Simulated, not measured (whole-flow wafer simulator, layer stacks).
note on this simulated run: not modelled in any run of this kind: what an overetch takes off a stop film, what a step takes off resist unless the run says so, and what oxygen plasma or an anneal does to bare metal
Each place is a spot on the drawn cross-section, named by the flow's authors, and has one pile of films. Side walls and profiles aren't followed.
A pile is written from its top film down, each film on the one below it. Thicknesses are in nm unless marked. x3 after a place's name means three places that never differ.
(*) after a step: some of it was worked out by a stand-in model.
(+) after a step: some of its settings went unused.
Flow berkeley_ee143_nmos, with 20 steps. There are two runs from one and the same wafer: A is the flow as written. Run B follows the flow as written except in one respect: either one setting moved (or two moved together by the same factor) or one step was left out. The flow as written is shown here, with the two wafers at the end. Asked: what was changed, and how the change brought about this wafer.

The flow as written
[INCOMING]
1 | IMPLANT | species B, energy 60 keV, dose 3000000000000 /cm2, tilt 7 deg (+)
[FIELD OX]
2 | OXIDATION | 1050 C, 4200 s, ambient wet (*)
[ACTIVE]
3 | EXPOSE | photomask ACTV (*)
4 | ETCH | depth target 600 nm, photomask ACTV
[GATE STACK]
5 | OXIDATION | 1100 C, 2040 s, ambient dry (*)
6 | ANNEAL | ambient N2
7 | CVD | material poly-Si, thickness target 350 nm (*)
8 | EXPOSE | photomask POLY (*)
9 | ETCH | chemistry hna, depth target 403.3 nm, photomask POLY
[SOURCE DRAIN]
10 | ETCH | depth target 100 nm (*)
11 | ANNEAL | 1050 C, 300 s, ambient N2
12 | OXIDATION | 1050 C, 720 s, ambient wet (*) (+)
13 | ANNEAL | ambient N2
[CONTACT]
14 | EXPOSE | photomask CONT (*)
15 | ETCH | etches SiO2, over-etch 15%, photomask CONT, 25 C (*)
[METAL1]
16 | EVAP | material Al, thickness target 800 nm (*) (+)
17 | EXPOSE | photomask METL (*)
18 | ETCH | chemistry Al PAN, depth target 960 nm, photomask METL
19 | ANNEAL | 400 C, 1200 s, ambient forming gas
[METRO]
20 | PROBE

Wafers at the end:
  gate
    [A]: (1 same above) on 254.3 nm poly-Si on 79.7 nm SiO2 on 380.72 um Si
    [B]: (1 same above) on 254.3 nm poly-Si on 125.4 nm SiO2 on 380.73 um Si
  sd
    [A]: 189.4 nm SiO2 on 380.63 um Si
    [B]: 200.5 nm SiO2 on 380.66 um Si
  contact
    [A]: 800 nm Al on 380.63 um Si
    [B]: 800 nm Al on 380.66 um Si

Cause: step 4, ETCH: depth target 482 nm was run, whereas the flow has depth target 600 nm.

Step by step, how the change led to this:
  4 | ETCH | depth target 600 nm, photomask ACTV
      gate, sd, contact: A -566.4 SiO2 (all of it) | B -482 SiO2
  5 | OXIDATION | 1100 C, 2040 s, ambient dry (*)
      gate, sd, contact: A +79.7 SiO2 (new film), -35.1 Si | B +41.1 SiO2, -18.1 Si
  10 | ETCH | depth target 100 nm (*)
      sd, contact: A -79.7 SiO2 (all of it) | B -100 SiO2
  12 | OXIDATION | 1050 C, 720 s, ambient wet (*) (+)
      sd, contact: A +189.4 SiO2 (new film), -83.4 Si | B +175 SiO2, -77 Si
  15 | ETCH | etches SiO2, over-etch 15%, photomask CONT, 25 C (*)
      contact: A -189.4 SiO2 (all of it) | B -200.5 SiO2 (all of it)
